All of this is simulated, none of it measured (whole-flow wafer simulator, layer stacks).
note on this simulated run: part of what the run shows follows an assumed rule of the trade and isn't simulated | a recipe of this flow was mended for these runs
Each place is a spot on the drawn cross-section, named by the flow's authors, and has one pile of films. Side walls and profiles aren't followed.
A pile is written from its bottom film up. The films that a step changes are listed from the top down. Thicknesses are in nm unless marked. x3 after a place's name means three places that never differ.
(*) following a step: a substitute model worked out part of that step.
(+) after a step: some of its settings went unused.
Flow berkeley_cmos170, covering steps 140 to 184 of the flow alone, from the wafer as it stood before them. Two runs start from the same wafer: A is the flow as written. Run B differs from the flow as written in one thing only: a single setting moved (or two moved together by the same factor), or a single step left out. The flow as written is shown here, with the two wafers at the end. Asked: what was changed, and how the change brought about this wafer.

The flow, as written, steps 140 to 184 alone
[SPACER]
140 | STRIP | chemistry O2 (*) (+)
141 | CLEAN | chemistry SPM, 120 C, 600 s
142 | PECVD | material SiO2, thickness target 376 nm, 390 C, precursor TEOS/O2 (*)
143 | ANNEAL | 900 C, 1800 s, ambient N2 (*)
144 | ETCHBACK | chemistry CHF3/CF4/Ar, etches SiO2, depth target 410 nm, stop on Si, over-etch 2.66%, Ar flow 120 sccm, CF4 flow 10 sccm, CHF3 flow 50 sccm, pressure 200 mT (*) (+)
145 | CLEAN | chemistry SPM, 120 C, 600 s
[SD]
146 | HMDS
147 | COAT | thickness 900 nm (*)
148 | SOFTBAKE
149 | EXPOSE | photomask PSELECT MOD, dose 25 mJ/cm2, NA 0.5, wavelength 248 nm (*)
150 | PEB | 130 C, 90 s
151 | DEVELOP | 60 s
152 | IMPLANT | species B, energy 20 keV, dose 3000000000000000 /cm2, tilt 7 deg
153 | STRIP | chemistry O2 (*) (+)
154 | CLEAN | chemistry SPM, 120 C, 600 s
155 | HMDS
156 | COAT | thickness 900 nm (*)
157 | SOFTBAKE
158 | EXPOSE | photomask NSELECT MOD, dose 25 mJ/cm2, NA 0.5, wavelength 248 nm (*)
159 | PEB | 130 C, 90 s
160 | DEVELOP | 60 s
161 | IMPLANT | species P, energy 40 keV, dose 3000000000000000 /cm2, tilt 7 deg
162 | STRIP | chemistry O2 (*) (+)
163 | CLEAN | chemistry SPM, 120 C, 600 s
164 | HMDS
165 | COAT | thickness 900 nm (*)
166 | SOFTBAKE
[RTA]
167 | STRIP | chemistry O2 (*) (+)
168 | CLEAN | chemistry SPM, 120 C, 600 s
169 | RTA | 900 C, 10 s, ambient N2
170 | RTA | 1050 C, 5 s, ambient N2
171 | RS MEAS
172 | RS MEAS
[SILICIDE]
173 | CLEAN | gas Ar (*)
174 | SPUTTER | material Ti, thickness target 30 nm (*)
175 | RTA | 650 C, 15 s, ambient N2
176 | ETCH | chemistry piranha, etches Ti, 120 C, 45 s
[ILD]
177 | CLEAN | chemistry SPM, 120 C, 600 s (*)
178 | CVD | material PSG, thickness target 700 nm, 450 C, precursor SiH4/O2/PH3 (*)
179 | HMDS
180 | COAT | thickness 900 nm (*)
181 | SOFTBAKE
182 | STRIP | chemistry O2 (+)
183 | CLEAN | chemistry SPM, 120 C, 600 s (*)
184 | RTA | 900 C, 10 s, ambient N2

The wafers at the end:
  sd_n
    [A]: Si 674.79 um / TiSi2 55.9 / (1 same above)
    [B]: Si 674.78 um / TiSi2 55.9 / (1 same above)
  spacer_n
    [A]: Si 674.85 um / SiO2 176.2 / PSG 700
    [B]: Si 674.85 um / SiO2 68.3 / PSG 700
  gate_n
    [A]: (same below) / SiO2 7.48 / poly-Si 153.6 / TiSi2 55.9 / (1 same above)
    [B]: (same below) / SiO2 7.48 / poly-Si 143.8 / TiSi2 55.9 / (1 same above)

Cause: step 142, PECVD: thickness target 263 nm was run, while the flow as written has thickness target 376 nm.

The path from the change to this, step by step:
  142 | PECVD | material SiO2, thickness target 376 nm, 390 C, precursor TEOS/O2 (*)
      field, mark, sd_n and 8 more: A +376 SiO2 | B +263 SiO2
      gate_n, gate_p: A +376 SiO2 (new film) | B +263 SiO2 (new film)
  143 | ANNEAL | 900 C, 1800 s, ambient N2 (*)
      field, mark, sd_n and 10 more: A -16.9 SiO2 | B -11.8 SiO2
  144 | ETCHBACK | chemistry CHF3/CF4/Ar, etches SiO2, depth target 410 nm, stop on Si, over-etch 2.66%, Ar flow 120 sccm, CF4 flow 10 sccm, CHF3 flow 50 sccm, pressure 200 mT (*) (+)
      mark, sd_n, sd_p, contact, m1, via1, m2, via2: A -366 SiO2 (all of it), -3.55 Si | B -258.1 SiO2 (all of it), -13.4 Si
      gate_n, gate_p: A -359.1 SiO2 (all of it), -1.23 chemical SiO2 (all of it), -3.55 poly-Si | B -251.2 SiO2 (all of it), -1.23 chemical SiO2 (all of it), -13.4 poly-Si
  147 | COAT | thickness 900 nm (*)
      field: A +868 KrF-resist (new film) | B +889.7 KrF-resist (new film)
      sd_n: A +982.3 KrF-resist (new film) | B +930.6 KrF-resist (new film)
      (as well as at 10 more places)
  151 | DEVELOP | 60 s
      sd_p: A -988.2 KrF-resist (all of it) | B -940.6 KrF-resist (all of it)
      spacer_p: A -813.2 KrF-resist (all of it) | B -866.8 KrF-resist (all of it)
      (as well as at 1 more place)
  153 | STRIP | chemistry O2 (*) (+)
      gate_n: A -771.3 KrF-resist (all of it), +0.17 chemical SiO2, -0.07 poly-Si | B -722.5 KrF-resist (all of it), +0.16 chemical SiO2
      field: A -851.1 KrF-resist (all of it) | B -872.8 KrF-resist (all of it)
      (as well as at 7 more places)
  156 | COAT | thickness 900 nm (*)
      field: A +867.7 KrF-resist (new film) | B +889.7 KrF-resist (new film)
      sd_n: A +982.3 KrF-resist (new film) | B +930.6 KrF-resist (new film)
      (as well as at 10 more places)
  160 | DEVELOP | 60 s
      sd_n: A -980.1 KrF-resist (all of it) | B -928.5 KrF-resist (all of it)
      spacer_n: A -819.3 KrF-resist (all of it) | B -868.4 KrF-resist (all of it)
      (as well as at 6 more places)
  162 | STRIP | chemistry O2 (*) (+)
      field: A -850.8 KrF-resist (all of it) | B -872.8 KrF-resist (all of it)
      sd_p: A -973.2 KrF-resist (all of it), +0.07 chemical SiO2 | B -925.4 KrF-resist (all of it), +0.07 chemical SiO2
      (as well as at 2 more places)
  165 | COAT | thickness 900 nm (*)
      field: A +867.7 KrF-resist (new film) | B +889.8 KrF-resist (new film)
      sd_n: A +982.2 KrF-resist (new film) | B +930.5 KrF-resist (new film)
      (as well as at 10 more places)
  167 | STRIP | chemistry O2 (*) (+)
      field: A -867.7 KrF-resist (all of it) | B -889.8 KrF-resist (all of it)
      sd_n: A -982.2 KrF-resist (all of it), +0.06 chemical SiO2 | B -930.5 KrF-resist (all of it), +0.06 chemical SiO2
      (as well as at 10 more places)
  180 | COAT | thickness 900 nm (*)
      sd_n: A +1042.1 KrF-resist (new film) | B +1005.8 KrF-resist (new film)
      spacer_n: A +873 KrF-resist (new film) | B +935.2 KrF-resist (new film)
      (as well as at 9 more places)
  182 | STRIP | chemistry O2 (+)
      sd_n: A -1042.1 KrF-resist (all of it) | B -1005.8 KrF-resist (all of it)
      spacer_n: A -873 KrF-resist (all of it) | B -935.2 KrF-resist (all of it)
      (as well as at 9 more places)
